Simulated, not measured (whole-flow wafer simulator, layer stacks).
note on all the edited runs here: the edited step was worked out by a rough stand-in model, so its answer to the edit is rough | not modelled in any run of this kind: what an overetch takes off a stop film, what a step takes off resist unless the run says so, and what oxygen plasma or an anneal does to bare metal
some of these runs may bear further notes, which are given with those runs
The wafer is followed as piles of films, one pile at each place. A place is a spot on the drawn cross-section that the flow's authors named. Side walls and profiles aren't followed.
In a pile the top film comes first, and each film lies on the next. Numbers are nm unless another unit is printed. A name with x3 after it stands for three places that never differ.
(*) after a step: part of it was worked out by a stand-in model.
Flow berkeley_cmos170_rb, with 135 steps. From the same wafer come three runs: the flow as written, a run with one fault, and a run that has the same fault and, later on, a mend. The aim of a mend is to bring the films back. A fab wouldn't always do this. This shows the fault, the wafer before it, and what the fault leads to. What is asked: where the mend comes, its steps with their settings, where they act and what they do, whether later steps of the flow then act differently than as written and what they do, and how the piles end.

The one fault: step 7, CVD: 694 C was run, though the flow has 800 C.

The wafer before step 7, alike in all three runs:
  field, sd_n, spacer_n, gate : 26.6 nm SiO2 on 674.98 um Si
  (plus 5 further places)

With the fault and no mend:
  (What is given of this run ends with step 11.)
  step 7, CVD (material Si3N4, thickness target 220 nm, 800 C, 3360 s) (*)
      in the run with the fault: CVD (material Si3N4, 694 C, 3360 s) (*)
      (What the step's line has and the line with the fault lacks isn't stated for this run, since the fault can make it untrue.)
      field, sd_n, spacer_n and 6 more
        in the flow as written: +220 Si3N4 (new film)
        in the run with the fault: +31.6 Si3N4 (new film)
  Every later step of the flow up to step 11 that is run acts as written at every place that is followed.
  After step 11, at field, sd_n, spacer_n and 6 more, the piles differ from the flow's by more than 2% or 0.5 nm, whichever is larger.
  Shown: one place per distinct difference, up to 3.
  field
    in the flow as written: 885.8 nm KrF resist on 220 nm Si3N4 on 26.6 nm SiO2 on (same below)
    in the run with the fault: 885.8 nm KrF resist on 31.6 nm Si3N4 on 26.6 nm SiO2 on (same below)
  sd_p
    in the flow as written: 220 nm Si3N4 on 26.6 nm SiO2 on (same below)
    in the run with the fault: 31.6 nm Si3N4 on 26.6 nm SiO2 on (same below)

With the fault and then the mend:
  The mend stands after step 7.
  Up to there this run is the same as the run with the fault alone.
  step 7a, ETCH (chemistry h3po4, depth target 36.31 nm)
      field, sd_n, spacer_n and 6 more
        -31.6 Si3N4 (all of it)
  step 7b, CLEAN (*) (the flow's step 1 again)
      alters no film at any place that is followed
  step 7c, CVD (material Si3N4, thickness target 220 nm, 800 C, 3360 s) (*) (the flow's step 7 again)
      field, sd_n, spacer_n and 6 more
        +220 Si3N4 (new film)
  Every later step of the flow that is run acts as written at every place that is followed.
  By the end, the piles equal the flow's at every place that both follow.
